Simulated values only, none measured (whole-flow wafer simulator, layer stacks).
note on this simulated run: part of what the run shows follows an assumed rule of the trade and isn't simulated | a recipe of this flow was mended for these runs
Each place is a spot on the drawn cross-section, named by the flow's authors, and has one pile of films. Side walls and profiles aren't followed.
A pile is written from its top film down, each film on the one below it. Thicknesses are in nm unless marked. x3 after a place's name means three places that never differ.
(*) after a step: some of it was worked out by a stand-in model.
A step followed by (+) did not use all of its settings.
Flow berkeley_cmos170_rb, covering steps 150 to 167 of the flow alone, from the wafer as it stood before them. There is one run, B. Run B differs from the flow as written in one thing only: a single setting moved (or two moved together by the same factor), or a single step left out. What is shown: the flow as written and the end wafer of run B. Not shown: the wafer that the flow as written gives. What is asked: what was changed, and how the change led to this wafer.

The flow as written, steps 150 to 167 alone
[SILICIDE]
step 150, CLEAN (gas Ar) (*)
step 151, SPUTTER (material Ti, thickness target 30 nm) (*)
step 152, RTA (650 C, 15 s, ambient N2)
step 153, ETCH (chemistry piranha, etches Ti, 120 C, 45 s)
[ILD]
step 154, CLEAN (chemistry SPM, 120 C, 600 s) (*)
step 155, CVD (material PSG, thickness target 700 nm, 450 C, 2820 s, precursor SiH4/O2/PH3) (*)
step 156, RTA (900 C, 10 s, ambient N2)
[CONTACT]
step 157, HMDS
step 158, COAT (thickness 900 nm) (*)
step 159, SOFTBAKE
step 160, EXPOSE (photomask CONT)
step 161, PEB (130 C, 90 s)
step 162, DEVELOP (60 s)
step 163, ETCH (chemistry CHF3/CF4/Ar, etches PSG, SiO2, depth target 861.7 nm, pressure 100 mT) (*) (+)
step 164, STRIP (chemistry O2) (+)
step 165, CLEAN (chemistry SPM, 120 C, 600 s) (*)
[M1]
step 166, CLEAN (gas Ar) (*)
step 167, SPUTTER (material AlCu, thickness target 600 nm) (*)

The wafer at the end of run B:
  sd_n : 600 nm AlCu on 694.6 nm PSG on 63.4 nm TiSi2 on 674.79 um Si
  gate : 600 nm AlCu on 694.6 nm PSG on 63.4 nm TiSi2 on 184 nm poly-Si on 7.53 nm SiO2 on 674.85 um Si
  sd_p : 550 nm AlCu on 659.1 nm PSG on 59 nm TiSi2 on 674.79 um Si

What caused this: step 151, SPUTTER: thickness target 34 nm was run, whereas the flow has thickness target 30 nm.

Step by step, how the change led to this:
  step 151, SPUTTER (material Ti, thickness target 30 nm) (*)
      field, sd_n, spacer_n, gate, spacer_p, gate_p, contact, m1: +34 Ti (new film) (it would be, as written: +30 Ti (new film))
      sd_p: +31.6 Ti (new film) (it would be, as written: +27.9 Ti (new film))
  step 152, RTA (650 C, 15 s, ambient N2)
      sd_n, contact, m1: -26.5 Ti, +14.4 TiSi first (new film), +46 TiSi2 C49 (new film), -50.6 Si (it would be, as written: -23.4 Ti, +6.2 TiSi first (new film), +50.3 TiSi2 C49 (new film), -49 Si)
      gate, gate_p: -26.5 Ti, +14.4 TiSi first (new film), +46 TiSi2 C49 (new film), -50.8 poly-Si (it would be, as written: -23.4 Ti, +6.2 TiSi first (new film), +50.3 TiSi2 C49 (new film), -49.2 poly-Si)
      (also at 1 further place)
  step 153, ETCH (chemistry piranha, etches Ti, 120 C, 45 s)
      sd_n, gate, gate_p, contact, m1: -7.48 Ti (all of it), -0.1 TiSi first (it would be, as written: -6.6 Ti (all of it), -0.1 TiSi first)
      field, spacer_n, spacer_p: -34 Ti (all of it) (it would be, as written: -30 Ti (all of it))
      (also at 1 further place)
  step 156, RTA (900 C, 10 s, ambient N2)
      sd_n, contact, m1: under 1 film: +63.4 TiSi2 (new film), -14.3 TiSi first (all of it), -46 TiSi2 C49 (all of it), -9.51 Si (it would be, as written: under 1 film: +55.9 TiSi2 (new film), -6.09 TiSi first (all of it), -50.3 TiSi2 C49 (all of it), -4.05 Si)
      gate, gate_p: under 1 film: +63.4 TiSi2 (new film), -14.3 TiSi first (all of it), -46 TiSi2 C49 (all of it), -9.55 poly-Si (it would be, as written: under 1 film: +55.9 TiSi2 (new film), -6.09 TiSi first (all of it), -50.3 TiSi2 C49 (all of it), -4.06 poly-Si)
      (also at 1 further place)
